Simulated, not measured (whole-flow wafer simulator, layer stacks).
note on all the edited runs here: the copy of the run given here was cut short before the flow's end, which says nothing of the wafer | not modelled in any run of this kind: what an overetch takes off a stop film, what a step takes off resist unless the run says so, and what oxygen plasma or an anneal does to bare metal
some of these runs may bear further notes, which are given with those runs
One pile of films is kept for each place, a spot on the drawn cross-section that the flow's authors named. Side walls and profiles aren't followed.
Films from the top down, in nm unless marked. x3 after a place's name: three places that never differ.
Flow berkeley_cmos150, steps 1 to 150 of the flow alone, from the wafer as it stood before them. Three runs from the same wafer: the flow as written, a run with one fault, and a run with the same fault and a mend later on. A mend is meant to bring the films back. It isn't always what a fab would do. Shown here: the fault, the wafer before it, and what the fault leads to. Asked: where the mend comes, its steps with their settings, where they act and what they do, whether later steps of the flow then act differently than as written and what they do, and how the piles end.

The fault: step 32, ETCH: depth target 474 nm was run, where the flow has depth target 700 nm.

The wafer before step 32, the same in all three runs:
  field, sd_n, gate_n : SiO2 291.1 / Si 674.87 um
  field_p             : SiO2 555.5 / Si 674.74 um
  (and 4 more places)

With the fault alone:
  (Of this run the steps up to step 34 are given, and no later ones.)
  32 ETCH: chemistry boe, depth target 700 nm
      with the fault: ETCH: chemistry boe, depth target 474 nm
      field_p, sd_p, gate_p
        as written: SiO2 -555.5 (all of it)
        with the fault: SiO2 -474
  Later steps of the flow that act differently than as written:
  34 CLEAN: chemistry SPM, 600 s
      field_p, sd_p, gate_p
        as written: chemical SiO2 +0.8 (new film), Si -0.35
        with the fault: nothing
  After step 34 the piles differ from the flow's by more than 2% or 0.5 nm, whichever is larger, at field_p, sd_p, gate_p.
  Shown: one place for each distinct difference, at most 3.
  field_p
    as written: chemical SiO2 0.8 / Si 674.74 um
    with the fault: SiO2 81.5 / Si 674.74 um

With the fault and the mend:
  The mend comes after step 33.
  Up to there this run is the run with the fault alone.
  33a ETCH: chemistry boe, depth target 226 nm (the flow's step 32 once more, with other settings)
      field_p, sd_p, gate_p
        SiO2 -81.5 (all of it)
  No later step of the flow acts differently than as written at any place that is followed.
  At the end the piles are the same as the flow's at every place that both follow.
